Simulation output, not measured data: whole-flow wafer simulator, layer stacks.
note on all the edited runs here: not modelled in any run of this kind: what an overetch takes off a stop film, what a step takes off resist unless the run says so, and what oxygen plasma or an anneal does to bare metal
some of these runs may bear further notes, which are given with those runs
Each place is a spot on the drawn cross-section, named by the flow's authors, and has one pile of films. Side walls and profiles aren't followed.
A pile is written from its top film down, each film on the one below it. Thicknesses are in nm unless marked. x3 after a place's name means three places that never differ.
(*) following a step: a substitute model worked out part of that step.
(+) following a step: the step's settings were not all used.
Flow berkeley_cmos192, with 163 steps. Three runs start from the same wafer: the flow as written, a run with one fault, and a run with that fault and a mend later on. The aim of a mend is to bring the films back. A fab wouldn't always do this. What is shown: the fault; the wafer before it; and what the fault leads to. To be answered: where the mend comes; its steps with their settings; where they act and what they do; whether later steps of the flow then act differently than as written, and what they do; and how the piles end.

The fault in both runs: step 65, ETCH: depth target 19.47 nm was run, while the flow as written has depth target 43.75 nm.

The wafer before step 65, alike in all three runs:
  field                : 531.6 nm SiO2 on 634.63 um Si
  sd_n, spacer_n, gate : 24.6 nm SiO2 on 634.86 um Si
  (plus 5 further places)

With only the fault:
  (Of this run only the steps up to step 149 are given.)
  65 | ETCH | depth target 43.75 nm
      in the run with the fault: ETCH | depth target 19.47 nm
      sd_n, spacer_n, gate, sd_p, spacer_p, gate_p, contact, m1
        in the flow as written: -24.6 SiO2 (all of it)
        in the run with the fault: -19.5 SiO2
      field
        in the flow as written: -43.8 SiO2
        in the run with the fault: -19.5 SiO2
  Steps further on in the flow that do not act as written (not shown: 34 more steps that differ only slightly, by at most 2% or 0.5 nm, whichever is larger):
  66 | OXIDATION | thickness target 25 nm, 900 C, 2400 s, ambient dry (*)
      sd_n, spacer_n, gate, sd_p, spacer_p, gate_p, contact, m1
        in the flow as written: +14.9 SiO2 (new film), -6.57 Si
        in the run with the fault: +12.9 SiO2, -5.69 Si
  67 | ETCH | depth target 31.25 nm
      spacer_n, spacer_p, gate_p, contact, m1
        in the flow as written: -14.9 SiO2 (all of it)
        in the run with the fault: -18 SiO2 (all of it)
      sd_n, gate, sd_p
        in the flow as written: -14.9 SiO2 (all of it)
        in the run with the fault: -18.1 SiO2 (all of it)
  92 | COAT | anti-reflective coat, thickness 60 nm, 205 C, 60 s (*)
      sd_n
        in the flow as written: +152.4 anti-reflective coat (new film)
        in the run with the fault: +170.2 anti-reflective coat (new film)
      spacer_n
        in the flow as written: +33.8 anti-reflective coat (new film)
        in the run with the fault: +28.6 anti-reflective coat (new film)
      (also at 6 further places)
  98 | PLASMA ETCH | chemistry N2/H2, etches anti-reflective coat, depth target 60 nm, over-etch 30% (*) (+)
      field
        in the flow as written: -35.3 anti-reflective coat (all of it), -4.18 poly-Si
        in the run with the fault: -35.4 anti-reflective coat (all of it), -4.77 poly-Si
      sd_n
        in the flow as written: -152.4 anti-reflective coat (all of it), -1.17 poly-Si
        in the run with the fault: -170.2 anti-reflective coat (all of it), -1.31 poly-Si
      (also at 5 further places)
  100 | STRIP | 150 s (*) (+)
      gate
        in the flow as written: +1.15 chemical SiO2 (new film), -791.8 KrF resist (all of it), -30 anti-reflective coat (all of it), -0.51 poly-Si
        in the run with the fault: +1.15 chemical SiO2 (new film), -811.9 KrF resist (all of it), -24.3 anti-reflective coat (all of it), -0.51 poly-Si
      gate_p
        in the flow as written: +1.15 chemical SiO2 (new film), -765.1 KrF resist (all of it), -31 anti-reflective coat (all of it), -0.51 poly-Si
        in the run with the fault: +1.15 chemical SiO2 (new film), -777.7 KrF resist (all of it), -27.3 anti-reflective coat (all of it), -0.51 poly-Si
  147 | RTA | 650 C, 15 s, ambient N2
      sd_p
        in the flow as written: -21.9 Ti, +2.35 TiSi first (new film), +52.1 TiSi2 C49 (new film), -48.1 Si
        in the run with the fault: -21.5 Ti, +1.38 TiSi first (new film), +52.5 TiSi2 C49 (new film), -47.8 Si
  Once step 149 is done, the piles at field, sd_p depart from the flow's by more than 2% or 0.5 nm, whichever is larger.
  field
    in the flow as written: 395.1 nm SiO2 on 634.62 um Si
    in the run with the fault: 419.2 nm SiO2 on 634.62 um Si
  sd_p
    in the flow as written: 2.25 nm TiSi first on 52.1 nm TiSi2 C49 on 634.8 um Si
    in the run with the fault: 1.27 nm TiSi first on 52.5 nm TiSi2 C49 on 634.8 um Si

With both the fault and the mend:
  The mend follows step 65.
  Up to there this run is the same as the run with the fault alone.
  65a | ETCH | depth target 24.28 nm (the flow's step 65 again, with other settings)
      spacer_n, spacer_p, gate_p, contact, m1
        -5.09 SiO2 (all of it)
      sd_n, sd_p
        -5.15 SiO2 (all of it)
      field
        -24.3 SiO2
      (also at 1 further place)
  Every later step of the flow that is run acts as written, at every place that is followed, to within 2% or 0.5 nm, whichever is larger.
  The piles end the same as the flow's at every place that both follow.
